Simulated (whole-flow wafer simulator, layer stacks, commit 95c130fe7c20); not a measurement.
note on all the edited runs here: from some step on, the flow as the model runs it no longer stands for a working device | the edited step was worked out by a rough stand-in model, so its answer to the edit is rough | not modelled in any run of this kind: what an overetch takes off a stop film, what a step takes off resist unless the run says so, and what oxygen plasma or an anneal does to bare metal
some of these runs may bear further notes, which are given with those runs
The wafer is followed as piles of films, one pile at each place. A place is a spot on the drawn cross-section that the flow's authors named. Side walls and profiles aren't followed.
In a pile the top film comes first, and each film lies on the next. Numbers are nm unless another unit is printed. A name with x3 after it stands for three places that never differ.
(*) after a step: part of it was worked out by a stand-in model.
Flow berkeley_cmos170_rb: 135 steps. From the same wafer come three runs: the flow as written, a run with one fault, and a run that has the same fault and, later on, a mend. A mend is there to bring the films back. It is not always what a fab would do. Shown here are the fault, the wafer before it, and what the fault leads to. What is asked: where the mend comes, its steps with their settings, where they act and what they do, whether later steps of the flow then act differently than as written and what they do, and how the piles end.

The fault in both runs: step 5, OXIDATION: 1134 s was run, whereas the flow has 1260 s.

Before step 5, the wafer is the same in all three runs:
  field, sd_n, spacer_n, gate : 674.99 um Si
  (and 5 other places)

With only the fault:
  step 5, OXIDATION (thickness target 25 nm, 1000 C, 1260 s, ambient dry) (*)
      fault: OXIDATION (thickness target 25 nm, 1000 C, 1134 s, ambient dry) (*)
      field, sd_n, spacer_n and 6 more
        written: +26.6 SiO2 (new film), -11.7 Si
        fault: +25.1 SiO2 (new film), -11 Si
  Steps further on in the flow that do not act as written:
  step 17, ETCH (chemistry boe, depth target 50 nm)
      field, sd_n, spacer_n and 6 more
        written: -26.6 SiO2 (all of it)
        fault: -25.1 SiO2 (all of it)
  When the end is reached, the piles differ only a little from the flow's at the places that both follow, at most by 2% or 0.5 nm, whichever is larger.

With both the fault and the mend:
  The mend stands after step 5.
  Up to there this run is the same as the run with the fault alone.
  step 5a, OXIDATION (thickness target 25 nm, 1000 C, 126 s, ambient dry) (*) (the flow's step 5, run once more with other settings)
      field, sd_n, spacer_n and 6 more
        +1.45 SiO2, -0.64 Si
  None of the later steps of the flow acts differently than as written at any place that is followed.
  The piles end the same as the flow's at every place that both follow.
